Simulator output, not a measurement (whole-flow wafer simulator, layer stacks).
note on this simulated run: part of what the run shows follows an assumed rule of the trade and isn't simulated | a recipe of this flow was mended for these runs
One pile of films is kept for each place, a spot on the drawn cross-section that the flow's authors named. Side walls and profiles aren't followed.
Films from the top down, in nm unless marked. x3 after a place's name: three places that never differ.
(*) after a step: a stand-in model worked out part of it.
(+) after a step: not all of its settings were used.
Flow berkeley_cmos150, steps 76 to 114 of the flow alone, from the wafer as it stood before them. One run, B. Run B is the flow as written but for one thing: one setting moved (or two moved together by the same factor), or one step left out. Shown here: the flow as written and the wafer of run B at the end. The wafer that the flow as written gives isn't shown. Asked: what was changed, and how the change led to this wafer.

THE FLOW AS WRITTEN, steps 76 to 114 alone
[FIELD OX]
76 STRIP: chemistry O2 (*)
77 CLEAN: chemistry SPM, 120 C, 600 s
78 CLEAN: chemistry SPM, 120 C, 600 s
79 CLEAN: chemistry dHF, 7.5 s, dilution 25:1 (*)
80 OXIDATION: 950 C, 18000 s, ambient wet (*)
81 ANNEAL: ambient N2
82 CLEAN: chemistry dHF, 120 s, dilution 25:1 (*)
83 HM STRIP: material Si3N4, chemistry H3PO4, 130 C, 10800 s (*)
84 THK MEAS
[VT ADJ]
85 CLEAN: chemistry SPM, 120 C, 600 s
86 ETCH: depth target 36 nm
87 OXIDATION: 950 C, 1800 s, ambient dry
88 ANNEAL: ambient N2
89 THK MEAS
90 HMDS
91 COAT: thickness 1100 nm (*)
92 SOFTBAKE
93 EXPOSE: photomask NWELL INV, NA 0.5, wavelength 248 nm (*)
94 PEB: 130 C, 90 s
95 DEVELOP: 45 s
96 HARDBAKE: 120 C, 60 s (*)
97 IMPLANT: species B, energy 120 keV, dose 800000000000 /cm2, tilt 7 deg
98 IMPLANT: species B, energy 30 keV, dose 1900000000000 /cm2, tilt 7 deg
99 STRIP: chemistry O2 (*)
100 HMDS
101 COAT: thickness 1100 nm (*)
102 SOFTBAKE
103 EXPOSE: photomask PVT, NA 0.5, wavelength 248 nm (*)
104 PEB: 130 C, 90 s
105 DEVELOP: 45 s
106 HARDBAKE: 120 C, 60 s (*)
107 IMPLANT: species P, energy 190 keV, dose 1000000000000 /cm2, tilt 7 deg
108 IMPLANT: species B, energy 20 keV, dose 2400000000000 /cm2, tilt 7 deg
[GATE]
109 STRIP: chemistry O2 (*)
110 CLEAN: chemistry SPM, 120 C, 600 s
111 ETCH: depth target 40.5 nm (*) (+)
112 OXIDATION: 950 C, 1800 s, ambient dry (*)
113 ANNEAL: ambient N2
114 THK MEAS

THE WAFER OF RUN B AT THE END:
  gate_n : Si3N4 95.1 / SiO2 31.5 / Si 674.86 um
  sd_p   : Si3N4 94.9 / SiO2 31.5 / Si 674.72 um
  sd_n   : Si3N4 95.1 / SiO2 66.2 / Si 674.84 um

The cause: step 83, HM STRIP: material Si3N4, chemistry H3PO4, 130 C, 10800 s (*), was left out.

How the change led to this, step by step:
  86 ETCH: depth target 36 nm
      gate_n, sd_p, gate_p, contact, m1: Si3N4 -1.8 (as written it would be: SiO2 -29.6 (all of it))
      sd_n: Si3N4 -1.8 (as written it would be: SiO2 -36)
  87 OXIDATION: 950 C, 1800 s, ambient dry
      gate_n, sd_p, gate_p, contact, m1: nothing (as written it would be: SiO2 +20.4 (new film), Si -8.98)
      sd_n: nothing (as written it would be: SiO2 +12.1, Si -5.32)
  91 COAT: thickness 1100 nm (*)
      field: thick-KrF-resist +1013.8 (new film) (as written it would be: thick-KrF-resist +976.2 (new film))
      field_p: thick-KrF-resist +1125.2 (new film) (as written it would be: thick-KrF-resist +1087.8 (new film))
      (and at 6 more places)
  95 DEVELOP: 45 s
      field: thick-KrF-resist -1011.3 (all of it) (as written it would be: thick-KrF-resist -973.9 (all of it))
      sd_n: thick-KrF-resist -1163.5 (all of it) (as written it would be: thick-KrF-resist -1239.9 (all of it))
      (and at 3 more places)
  99 STRIP: chemistry O2 (*)
      field_p: thick-KrF-resist -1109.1 (all of it) (as written it would be: thick-KrF-resist -1071.8 (all of it))
      sd_p: thick-KrF-resist -1242.7 (all of it) (as written it would be: thick-KrF-resist -1300.7 (all of it))
      (and at 1 more place)
  101 COAT: thickness 1100 nm (*)
      field: thick-KrF-resist +1013.8 (new film) (as written it would be: thick-KrF-resist +976.2 (new film))
      field_p: thick-KrF-resist +1125.2 (new film) (as written it would be: thick-KrF-resist +1087.8 (new film))
      (and at 6 more places)
  105 DEVELOP: 45 s
      sd_p: thick-KrF-resist -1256 (all of it) (as written it would be: thick-KrF-resist -1314 (all of it))
      gate_p: thick-KrF-resist -1239.9 (all of it) (as written it would be: thick-KrF-resist -1288.3 (all of it))
  109 STRIP: chemistry O2 (*)
      field: thick-KrF-resist -998 (all of it) (as written it would be: thick-KrF-resist -960.6 (all of it))
      field_p: thick-KrF-resist -1109.1 (all of it) (as written it would be: thick-KrF-resist -1071.8 (all of it))
      (and at 4 more places)
  111 ETCH: depth target 40.5 nm (*) (+)
      gate_n, contact, m1: Si3N4 -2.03 (as written it would be: SiO2 -20.4 (all of it))
      sd_p, gate_p: Si3N4 -2.02 (as written it would be: SiO2 -20.4 (all of it))
      (and at 1 more place)
  112 OXIDATION: 950 C, 1800 s, ambient dry (*)
      sd_n, gate_n, sd_p, gate_p, contact, m1: nothing (as written it would be: SiO2 +20.4 (new film), Si -8.98)
